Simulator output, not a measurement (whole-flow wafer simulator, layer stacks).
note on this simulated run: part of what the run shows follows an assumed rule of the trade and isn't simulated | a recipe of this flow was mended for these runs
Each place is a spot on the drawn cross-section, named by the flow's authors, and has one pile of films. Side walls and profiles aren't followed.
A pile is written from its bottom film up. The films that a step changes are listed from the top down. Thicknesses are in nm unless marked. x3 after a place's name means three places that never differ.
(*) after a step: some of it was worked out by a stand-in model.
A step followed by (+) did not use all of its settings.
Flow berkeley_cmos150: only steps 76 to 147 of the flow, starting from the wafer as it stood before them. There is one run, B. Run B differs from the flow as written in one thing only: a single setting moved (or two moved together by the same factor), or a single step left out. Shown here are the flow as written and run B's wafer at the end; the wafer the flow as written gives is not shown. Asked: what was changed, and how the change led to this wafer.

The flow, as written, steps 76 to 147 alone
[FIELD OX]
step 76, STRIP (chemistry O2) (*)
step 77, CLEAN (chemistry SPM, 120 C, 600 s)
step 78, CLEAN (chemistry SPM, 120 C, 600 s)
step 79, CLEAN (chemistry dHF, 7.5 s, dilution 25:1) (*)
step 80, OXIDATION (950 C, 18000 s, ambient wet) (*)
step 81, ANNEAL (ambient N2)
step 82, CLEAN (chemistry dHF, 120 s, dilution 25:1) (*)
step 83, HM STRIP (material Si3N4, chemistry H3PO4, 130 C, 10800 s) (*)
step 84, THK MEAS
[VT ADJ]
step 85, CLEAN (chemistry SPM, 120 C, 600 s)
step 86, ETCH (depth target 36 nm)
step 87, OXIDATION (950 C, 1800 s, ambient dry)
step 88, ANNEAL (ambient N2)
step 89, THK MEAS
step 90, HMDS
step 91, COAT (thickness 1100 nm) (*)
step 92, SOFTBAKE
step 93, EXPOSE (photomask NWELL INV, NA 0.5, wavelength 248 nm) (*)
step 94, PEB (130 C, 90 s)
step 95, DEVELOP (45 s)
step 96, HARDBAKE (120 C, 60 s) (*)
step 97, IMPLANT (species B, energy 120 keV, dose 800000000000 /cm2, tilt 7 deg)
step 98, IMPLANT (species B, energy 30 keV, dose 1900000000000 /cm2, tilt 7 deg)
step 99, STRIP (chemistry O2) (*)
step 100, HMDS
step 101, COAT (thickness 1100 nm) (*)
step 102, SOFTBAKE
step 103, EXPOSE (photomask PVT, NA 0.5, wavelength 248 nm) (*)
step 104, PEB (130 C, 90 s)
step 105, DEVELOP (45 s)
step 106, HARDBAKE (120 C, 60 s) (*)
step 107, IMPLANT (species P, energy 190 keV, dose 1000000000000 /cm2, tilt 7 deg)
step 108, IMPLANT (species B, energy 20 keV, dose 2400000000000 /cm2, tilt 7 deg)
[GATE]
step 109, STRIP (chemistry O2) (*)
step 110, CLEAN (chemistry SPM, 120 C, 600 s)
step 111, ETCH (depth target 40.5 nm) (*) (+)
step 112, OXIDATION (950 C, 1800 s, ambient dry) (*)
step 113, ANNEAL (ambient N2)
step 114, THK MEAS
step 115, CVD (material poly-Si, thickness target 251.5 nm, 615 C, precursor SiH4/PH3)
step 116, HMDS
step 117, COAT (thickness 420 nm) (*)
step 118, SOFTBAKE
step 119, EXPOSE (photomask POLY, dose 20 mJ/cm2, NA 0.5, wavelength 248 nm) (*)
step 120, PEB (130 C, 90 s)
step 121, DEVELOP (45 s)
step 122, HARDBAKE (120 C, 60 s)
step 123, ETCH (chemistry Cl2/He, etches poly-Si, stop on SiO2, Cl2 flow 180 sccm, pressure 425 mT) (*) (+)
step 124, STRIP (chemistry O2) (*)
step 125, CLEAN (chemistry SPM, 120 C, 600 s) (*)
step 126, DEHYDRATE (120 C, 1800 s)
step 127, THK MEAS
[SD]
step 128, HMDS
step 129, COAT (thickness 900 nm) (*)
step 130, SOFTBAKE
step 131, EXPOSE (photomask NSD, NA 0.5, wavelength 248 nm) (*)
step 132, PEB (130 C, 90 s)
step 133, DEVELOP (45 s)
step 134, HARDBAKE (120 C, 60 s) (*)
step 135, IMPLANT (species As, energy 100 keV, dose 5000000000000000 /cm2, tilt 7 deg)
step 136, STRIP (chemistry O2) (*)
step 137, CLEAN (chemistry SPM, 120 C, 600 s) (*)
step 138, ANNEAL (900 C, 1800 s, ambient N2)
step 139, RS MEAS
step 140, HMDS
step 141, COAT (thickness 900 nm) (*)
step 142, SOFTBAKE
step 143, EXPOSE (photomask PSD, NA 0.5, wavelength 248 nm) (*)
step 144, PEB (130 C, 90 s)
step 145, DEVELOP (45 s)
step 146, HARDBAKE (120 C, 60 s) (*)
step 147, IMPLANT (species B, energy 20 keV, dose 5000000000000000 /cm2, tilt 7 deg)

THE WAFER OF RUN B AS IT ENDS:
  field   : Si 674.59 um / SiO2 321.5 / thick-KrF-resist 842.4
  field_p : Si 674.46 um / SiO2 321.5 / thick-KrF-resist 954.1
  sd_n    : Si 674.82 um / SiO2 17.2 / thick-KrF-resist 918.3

What caused this: step 83, HM STRIP: 188 C was run, whereas the flow has 130 C.

How this came from the change, step by step:
  step 83, HM STRIP (material Si3N4, chemistry H3PO4, 130 C, 10800 s) (*)
      gate_n, contact, m1: chemical SiO2 gains 0.5 (new film), Si3N4 loses 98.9 (all of it), SiO2 loses 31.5 (all of it), Si loses 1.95 (in the flow as written it would be: Si3N4 loses 98.9 (all of it), SiO2 loses 1.88)
      sd_p, gate_p: chemical SiO2 gains 0.5 (new film), Si3N4 loses 98.7 (all of it), SiO2 loses 31.5 (all of it), Si loses 1.97 (in the flow as written it would be: Si3N4 loses 98.7 (all of it), SiO2 loses 1.88)
      (as well as at 3 more places)
  step 86, ETCH (depth target 36 nm)
      gate_n, sd_p, gate_p, contact, m1: chemical SiO2 loses 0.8 (all of it) (in the flow as written it would be: SiO2 loses 29.6 (all of it))
      sd_n: chemical SiO2 loses 0.8 (all of it) (in the flow as written it would be: SiO2 loses 36)
  step 87, OXIDATION (950 C, 1800 s, ambient dry)
      sd_n: SiO2 gains 20.4 (new film), Si loses 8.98 (in the flow as written it would be: SiO2 gains 12.1, Si loses 5.32)
      field, field_p: SiO2 gains 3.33, Si loses 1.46 (in the flow as written it would be: SiO2 gains 2.35, Si loses 1.04)
  step 91, COAT (thickness 1100 nm) (*)
      field: thick-KrF-resist gains 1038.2 (new film) (in the flow as written it would be: thick-KrF-resist gains 976.2 (new film))
      field_p: thick-KrF-resist gains 1151.8 (new film) (in the flow as written it would be: thick-KrF-resist gains 1087.8 (new film))
      (as well as at 6 more places)
  step 95, DEVELOP (45 s)
      field: thick-KrF-resist loses 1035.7 (all of it) (in the flow as written it would be: thick-KrF-resist loses 973.9 (all of it))
      sd_n: thick-KrF-resist loses 1141.6 (all of it) (in the flow as written it would be: thick-KrF-resist loses 1239.9 (all of it))
      (as well as at 3 more places)
  step 99, STRIP (chemistry O2) (*)
      field_p: thick-KrF-resist loses 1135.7 (all of it) (in the flow as written it would be: thick-KrF-resist loses 1071.8 (all of it))
      sd_p: thick-KrF-resist loses 1195.8 (all of it) (in the flow as written it would be: thick-KrF-resist loses 1300.7 (all of it))
      (as well as at 1 more place)
  step 101, COAT (thickness 1100 nm) (*)
      field: thick-KrF-resist gains 1038.2 (new film) (in the flow as written it would be: thick-KrF-resist gains 976.2 (new film))
      field_p: thick-KrF-resist gains 1151.8 (new film) (in the flow as written it would be: thick-KrF-resist gains 1087.8 (new film))
      (as well as at 6 more places)
  step 105, DEVELOP (45 s)
      sd_p: thick-KrF-resist loses 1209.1 (all of it) (in the flow as written it would be: thick-KrF-resist loses 1314 (all of it))
      gate_p: thick-KrF-resist loses 1200 (all of it) (in the flow as written it would be: thick-KrF-resist loses 1288.3 (all of it))
  step 109, STRIP (chemistry O2) (*)
      field: thick-KrF-resist loses 1022.4 (all of it) (in the flow as written it would be: thick-KrF-resist loses 960.6 (all of it))
      field_p: thick-KrF-resist loses 1135.7 (all of it) (in the flow as written it would be: thick-KrF-resist loses 1071.8 (all of it))
      (as well as at 4 more places)
  step 111, ETCH (depth target 40.5 nm) (*) (+)
      sd_n: SiO2 loses 20.4 (all of it) (in the flow as written it would be: SiO2 loses 40.4 (all of it))
  step 112, OXIDATION (950 C, 1800 s, ambient dry) (*)
      field, field_p: SiO2 gains 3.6, Si loses 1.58 (in the flow as written it would be: SiO2 gains 2.49, Si loses 1.09)
  step 117, COAT (thickness 420 nm) (*)
      field: KrF-resist gains 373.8 (new film) (in the flow as written it would be: KrF-resist gains 333.8 (new film))
      field_p: KrF-resist gains 459.8 (new film) (in the flow as written it would be: KrF-resist gains 413.4 (new film))
      (as well as at 6 more places)
  step 121, DEVELOP (45 s)
      field: KrF-resist loses 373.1 (all of it) (in the flow as written it would be: KrF-resist loses 333.2 (all of it))
      field_p: KrF-resist loses 458.8 (all of it) (in the flow as written it would be: KrF-resist loses 412.6 (all of it))
      (as well as at 4 more places)
  step 122, HARDBAKE (120 C, 60 s)
      gate_n: KrF-resist loses 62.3 (in the flow as written it would be: KrF-resist loses 70.7)
      gate_p: KrF-resist loses 68.9 (in the flow as written it would be: KrF-resist loses 77.2)
  step 124, STRIP (chemistry O2) (*)
      gate_n: chemical SiO2 gains 0.7 (new film), KrF-resist loses 129 (all of it), poly-Si loses 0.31 (in the flow as written it would be: chemical SiO2 gains 0.69 (new film), KrF-resist loses 176.1 (all of it), poly-Si loses 0.3)
      gate_p: chemical SiO2 gains 0.7 (new film), KrF-resist loses 166.4 (all of it), poly-Si loses 0.31 (in the flow as written it would be: chemical SiO2 gains 0.69 (new film), KrF-resist loses 213.2 (all of it), poly-Si loses 0.3)
  step 129, COAT (thickness 900 nm) (*)
      field: thick-KrF-resist gains 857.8 (new film) (in the flow as written it would be: thick-KrF-resist gains 809.6 (new film))
      field_p: thick-KrF-resist gains 969.7 (new film) (in the flow as written it would be: thick-KrF-resist gains 916.8 (new film))
      (as well as at 6 more places)
  ... 3 further steps ...
  step 145, DEVELOP (45 s)
      sd_p: thick-KrF-resist loses 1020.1 (all of it) (in the flow as written it would be: thick-KrF-resist loses 1130.2 (all of it))
      gate_p: thick-KrF-resist loses 797.1 (all of it) (in the flow as written it would be: thick-KrF-resist loses 886.7 (all of it))
